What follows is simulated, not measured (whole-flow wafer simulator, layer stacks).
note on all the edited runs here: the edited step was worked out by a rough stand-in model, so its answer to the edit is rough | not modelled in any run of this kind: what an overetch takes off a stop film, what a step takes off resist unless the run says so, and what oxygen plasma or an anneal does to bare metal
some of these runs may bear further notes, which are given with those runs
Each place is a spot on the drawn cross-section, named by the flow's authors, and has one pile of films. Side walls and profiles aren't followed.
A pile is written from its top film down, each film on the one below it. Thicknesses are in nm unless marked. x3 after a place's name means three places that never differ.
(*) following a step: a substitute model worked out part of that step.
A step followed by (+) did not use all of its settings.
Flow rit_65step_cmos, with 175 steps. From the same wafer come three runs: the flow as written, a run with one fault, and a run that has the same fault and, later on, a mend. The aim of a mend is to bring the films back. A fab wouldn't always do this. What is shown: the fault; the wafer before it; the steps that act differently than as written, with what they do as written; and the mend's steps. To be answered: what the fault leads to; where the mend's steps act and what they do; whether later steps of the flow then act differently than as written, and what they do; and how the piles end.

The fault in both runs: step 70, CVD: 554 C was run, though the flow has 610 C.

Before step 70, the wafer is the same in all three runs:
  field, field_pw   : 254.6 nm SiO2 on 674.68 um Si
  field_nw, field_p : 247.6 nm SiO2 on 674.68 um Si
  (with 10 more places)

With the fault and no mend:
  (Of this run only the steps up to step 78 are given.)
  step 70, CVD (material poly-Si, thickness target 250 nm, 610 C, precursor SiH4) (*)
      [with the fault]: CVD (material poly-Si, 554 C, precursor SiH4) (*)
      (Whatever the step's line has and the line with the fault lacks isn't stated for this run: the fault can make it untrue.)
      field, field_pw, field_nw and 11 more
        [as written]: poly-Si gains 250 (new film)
        [with the fault]: poly-Si gains 71.9 (new film)
  Every later step of the flow up to step 78 that is run acts as written, at every place that is followed, to within 2% or 0.5 nm, whichever is larger.
  The piles after step 78 differ from the flow's at field, field_pw, field_nw and 11 more by more than 2% or 0.5 nm, whichever is larger.
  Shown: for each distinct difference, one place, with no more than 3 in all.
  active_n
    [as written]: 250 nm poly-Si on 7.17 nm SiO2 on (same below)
    [with the fault]: 71.9 nm poly-Si on 7.17 nm SiO2 on (same below)
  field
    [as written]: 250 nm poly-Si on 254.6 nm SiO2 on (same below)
    [with the fault]: 71.9 nm poly-Si on 254.6 nm SiO2 on (same below)
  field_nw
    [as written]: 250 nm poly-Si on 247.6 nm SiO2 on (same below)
    [with the fault]: 71.9 nm poly-Si on 247.6 nm SiO2 on (same below)

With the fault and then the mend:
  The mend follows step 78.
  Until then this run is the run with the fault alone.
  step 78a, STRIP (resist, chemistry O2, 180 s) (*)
      field, field_pw, field_nw and 9 more
        chemical SiO2 gains 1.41 (new film), poly-Si loses 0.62
      gate_n, gate_p
        chemical SiO2 gains 1.33 (new film), resist loses 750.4 (all of it), poly-Si loses 0.59
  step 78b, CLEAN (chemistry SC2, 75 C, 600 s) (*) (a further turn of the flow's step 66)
      does not change any film at any place that is followed
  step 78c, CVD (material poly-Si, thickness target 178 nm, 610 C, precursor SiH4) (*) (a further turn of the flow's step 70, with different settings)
      field, field_pw, field_nw and 11 more
        poly-Si gains 178 (new film)
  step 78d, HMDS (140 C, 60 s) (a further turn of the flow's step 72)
      does not change any film at any place that is followed
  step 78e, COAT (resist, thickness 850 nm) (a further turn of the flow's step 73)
      active_n, active_p, sd_p
        resist gains 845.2 (new film)
      gate_n, gate_p, sd_n
        resist gains 846.9 (new film)
      spacer, spacer_p
        resist gains 846.8 (new film)
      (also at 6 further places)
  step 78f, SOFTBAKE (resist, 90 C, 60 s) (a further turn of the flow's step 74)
      does not change any film at any place that is followed
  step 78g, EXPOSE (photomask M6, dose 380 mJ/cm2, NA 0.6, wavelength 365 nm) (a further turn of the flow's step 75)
      does not change any film at any place that is followed
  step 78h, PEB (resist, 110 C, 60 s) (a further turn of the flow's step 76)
      gate_n, gate_p, spacer, spacer_p, sd_n, contact, m1
        resist loses 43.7
      active_n, active_p, sd_p
        resist loses 43.6
      field
        resist loses 45.3
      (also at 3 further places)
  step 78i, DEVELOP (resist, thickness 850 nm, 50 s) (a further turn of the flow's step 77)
      active_n, active_p
        resist loses 801.6 (all of it)
      spacer, spacer_p
        resist loses 803.1 (all of it)
      field
        resist loses 832.7 (all of it)
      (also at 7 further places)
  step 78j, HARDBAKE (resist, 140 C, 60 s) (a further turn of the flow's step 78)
      gate_n, gate_p
        resist loses 52.7
  Later steps of the flow acting differently than as written (33 other steps are not shown; they differ only slightly, by no more than 2% or 0.5 nm, whichever is larger):
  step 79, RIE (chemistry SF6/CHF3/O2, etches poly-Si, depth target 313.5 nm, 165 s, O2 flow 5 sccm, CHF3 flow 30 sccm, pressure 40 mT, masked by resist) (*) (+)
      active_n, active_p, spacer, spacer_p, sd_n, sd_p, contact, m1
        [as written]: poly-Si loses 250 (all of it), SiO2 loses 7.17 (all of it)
        [with the mend]: poly-Si loses 178 (all of it), chemical SiO2 loses 1.41 (all of it), poly-Si loses 71.3 (all of it), SiO2 loses 7.17 (all of it)
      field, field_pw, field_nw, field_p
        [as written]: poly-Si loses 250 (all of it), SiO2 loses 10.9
        [with the mend]: poly-Si loses 178 (all of it), chemical SiO2 loses 1.41 (all of it), poly-Si loses 71.3 (all of it), SiO2 loses 9.66
  The piles end different from the flow's at gate_n, gate_p by more than 2% or 0.5 nm, whichever is larger.
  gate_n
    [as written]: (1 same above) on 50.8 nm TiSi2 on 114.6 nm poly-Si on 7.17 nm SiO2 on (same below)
    [with the mend]: (1 same above) on 50.8 nm TiSi2 on 42.6 nm poly-Si on 1.33 nm chemical SiO2 on 71.3 nm poly-Si on 7.17 nm SiO2 on (same below)
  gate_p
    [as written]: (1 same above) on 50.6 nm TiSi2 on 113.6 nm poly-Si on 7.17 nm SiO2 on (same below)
    [with the mend]: (1 same above) on 50.6 nm TiSi2 on 41.6 nm poly-Si on 1.33 nm chemical SiO2 on 71.3 nm poly-Si on 7.17 nm SiO2 on (same below)
